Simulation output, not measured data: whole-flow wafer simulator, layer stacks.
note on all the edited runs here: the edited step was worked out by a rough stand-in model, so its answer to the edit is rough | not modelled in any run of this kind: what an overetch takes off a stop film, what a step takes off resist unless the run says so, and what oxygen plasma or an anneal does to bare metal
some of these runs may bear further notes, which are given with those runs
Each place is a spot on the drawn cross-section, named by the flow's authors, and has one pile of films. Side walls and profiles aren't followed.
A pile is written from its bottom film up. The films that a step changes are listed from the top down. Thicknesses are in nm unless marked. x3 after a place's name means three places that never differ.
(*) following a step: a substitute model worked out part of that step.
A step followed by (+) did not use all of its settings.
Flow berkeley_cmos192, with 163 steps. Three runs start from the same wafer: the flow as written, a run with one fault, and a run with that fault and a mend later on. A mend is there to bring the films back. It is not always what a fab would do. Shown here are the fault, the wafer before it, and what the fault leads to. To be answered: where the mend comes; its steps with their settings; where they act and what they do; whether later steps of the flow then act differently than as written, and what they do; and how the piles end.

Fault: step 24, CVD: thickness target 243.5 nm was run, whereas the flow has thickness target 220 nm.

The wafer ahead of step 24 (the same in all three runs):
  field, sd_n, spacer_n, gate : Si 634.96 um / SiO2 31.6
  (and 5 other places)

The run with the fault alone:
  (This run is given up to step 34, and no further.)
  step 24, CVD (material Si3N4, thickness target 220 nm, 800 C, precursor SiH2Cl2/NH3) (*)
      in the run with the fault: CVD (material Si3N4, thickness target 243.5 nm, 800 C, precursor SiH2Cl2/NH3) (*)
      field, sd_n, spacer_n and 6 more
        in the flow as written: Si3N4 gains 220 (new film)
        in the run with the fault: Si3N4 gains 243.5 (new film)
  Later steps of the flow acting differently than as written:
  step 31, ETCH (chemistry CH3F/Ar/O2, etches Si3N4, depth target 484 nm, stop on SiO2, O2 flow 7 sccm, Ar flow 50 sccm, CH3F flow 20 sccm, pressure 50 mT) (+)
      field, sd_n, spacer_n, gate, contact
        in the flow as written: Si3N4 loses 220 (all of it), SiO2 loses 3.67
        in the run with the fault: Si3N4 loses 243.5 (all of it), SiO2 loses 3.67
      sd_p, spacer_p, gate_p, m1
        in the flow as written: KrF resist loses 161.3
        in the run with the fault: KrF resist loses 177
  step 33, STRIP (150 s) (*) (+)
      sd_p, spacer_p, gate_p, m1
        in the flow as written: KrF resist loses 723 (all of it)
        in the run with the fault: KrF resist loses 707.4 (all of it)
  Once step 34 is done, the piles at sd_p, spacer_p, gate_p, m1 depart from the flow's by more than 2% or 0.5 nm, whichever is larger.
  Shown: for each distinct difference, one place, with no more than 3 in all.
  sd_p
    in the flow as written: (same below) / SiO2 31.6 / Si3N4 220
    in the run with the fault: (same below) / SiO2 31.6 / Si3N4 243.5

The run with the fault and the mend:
  The mend stands after step 24.
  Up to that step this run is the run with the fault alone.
  step 24a, ETCH (chemistry h3po4, depth target 280 nm)
      field, sd_n, spacer_n and 6 more
        Si3N4 loses 243.5 (all of it)
  step 24b, CLEAN (chemistry SPM) (a further turn of the flow's step 17)
      does not change any film at any place that is followed
  step 24c, CVD (material Si3N4, thickness target 220 nm, 800 C, precursor SiH2Cl2/NH3) (*) (a further turn of the flow's step 24)
      field, sd_n, spacer_n and 6 more
        Si3N4 gains 220 (new film)
  Every later step of the flow that is run acts as written at every place that is followed.
  At every place that both follow, the piles at the end match the flow's.
